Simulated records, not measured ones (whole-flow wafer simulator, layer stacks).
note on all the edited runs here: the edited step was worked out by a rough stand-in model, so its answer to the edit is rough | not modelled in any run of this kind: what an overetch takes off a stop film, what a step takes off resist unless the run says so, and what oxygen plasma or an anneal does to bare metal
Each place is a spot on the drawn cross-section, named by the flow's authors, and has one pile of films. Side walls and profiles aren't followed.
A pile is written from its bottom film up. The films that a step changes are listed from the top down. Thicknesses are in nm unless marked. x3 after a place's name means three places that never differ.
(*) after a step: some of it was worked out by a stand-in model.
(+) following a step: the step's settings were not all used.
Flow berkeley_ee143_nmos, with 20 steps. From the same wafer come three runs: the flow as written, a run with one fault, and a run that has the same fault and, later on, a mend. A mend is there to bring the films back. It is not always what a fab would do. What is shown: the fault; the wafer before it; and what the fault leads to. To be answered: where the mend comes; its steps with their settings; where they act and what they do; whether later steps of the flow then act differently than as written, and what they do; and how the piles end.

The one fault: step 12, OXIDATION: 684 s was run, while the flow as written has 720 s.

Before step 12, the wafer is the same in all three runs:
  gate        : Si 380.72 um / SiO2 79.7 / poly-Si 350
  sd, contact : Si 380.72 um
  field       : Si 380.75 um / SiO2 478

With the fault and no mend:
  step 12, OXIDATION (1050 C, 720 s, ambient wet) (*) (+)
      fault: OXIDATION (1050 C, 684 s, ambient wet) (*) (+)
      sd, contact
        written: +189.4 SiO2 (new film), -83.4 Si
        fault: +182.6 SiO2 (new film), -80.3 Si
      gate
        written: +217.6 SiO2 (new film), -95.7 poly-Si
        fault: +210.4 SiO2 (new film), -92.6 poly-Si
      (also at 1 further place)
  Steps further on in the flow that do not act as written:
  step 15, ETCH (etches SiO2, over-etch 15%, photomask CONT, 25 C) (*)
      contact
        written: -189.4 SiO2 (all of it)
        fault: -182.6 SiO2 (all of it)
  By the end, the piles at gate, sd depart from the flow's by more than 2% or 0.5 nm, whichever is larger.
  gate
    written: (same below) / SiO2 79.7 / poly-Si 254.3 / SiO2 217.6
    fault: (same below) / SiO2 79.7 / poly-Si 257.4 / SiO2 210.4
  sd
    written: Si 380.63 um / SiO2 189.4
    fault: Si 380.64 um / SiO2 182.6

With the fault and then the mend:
  After step 12 comes the mend.
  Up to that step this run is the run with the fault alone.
  step 12a, OXIDATION (1050 C, 36 s, ambient wet) (*) (+) (a further turn of the flow's step 12, with different settings)
      sd, contact
        +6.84 SiO2, -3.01 Si
      gate
        +7.22 SiO2, -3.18 poly-Si
      field
        +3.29 SiO2, -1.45 Si
  None of the later steps of the flow acts differently than as written at any place that is followed.
  The piles end the same as the flow's at every place that both follow.
